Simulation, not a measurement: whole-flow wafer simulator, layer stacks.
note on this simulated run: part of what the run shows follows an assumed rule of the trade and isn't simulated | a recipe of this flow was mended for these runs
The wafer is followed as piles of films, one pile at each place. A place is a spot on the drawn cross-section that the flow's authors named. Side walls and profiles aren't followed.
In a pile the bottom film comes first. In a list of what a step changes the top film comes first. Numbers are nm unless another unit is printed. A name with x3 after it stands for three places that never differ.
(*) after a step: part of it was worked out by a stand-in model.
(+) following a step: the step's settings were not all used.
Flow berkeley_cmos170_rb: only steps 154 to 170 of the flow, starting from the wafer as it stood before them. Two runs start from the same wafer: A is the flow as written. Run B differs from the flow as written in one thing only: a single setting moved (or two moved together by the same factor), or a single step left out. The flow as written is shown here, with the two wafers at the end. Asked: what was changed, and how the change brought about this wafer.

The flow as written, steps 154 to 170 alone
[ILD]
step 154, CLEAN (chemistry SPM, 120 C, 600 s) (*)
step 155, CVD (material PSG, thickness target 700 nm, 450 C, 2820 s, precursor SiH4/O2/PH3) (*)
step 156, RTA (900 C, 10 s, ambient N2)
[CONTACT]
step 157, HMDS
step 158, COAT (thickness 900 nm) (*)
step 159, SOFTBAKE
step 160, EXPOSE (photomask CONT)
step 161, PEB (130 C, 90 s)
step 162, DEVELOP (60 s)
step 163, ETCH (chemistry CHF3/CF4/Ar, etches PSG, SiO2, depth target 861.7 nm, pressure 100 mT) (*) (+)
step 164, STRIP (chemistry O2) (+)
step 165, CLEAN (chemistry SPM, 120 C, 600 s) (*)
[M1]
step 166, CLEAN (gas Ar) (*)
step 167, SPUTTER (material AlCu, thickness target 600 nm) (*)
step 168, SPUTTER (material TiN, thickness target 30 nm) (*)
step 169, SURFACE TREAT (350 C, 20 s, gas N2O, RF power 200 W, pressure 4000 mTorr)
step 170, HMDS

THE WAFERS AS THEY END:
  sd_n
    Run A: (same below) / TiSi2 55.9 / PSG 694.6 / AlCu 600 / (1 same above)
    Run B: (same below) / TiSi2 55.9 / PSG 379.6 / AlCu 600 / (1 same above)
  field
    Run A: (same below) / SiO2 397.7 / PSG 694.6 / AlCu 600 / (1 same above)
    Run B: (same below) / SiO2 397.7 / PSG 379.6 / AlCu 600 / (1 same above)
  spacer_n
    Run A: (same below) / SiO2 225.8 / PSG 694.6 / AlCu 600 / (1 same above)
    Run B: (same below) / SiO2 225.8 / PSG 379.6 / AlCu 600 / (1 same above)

What caused this: step 155, CVD: thickness target 385 nm was run, whereas the flow has thickness target 700 nm; step 155, CVD: 1551 s was run, where the flow has 2820 s.

The path from the change to this, step by step:
  step 155, CVD (material PSG, thickness target 700 nm, 450 C, 2820 s, precursor SiH4/O2/PH3) (*)
      field, sd_n, spacer_n, gate, spacer_p, gate_p, contact, m1: A +700 PSG (new film) | B +385 PSG (new film)
      sd_p: A +664.1 PSG (new film) | B +368.1 PSG (new film)
  step 163, ETCH (chemistry CHF3/CF4/Ar, etches PSG, SiO2, depth target 861.7 nm, pressure 100 mT) (*) (+)
      contact: A -700 PSG (all of it), -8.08 TiSi2 | B -385 PSG (all of it), -23.8 TiSi2
  step 164, STRIP (chemistry O2) (+)
      sd_p: A -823 KrF-resist (all of it) | B -802 KrF-resist (all of it)
  step 167, SPUTTER (material AlCu, thickness target 600 nm) (*)
      contact: A +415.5 AlCu (new film) | B +496.9 AlCu (new film)
  step 168, SPUTTER (material TiN, thickness target 30 nm) (*)
      contact: A +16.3 TiN (new film) | B +23.5 TiN (new film)
